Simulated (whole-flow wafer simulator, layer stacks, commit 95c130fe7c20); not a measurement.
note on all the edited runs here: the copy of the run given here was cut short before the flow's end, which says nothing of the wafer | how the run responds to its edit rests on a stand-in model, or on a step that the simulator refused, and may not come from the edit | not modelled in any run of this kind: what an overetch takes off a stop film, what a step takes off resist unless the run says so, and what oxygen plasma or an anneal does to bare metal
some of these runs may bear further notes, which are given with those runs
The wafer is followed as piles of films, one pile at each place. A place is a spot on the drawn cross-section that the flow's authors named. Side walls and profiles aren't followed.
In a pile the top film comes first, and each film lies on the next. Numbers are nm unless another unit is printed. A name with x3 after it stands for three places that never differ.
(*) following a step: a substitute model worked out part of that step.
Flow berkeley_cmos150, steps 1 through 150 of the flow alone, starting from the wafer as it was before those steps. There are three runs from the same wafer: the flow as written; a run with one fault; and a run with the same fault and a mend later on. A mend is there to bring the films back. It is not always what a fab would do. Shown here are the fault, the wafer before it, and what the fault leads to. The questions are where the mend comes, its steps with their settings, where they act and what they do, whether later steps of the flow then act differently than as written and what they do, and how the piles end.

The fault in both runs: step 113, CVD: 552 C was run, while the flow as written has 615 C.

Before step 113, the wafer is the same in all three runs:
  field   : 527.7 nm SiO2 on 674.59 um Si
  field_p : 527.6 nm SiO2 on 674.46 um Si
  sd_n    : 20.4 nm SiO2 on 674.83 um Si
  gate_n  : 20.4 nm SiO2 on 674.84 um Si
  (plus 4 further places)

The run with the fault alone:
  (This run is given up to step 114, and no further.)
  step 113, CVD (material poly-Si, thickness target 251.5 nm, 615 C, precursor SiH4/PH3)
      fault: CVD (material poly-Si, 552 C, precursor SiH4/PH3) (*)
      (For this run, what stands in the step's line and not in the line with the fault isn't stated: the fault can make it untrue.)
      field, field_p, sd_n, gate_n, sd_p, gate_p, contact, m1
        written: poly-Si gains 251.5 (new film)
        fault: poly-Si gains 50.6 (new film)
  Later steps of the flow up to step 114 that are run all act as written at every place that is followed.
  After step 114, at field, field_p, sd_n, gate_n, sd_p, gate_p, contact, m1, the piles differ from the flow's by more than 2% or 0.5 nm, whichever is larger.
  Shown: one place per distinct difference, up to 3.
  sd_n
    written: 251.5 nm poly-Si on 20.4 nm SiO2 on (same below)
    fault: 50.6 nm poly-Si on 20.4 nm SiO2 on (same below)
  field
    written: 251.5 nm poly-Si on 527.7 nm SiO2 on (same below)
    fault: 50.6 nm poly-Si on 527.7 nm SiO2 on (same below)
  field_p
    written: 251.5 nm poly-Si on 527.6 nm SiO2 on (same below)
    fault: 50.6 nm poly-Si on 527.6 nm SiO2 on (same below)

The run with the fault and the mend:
  The mend follows step 113.
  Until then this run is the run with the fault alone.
  step 113a, CVD (material poly-Si, thickness target 200.9 nm, 615 C, precursor SiH4/PH3) (*) (a further turn of the flow's step 113, with different settings)
      field, field_p, sd_n, gate_n, sd_p, gate_p, contact, m1
        poly-Si gains 200.9
  Later steps of the flow that are run all act as written at every place that is followed, up to a difference of at most 2% or 0.5 nm, whichever is larger.
  When the end is reached, the piles differ only a little from the flow's at the places that both follow, at most by 2% or 0.5 nm, whichever is larger.
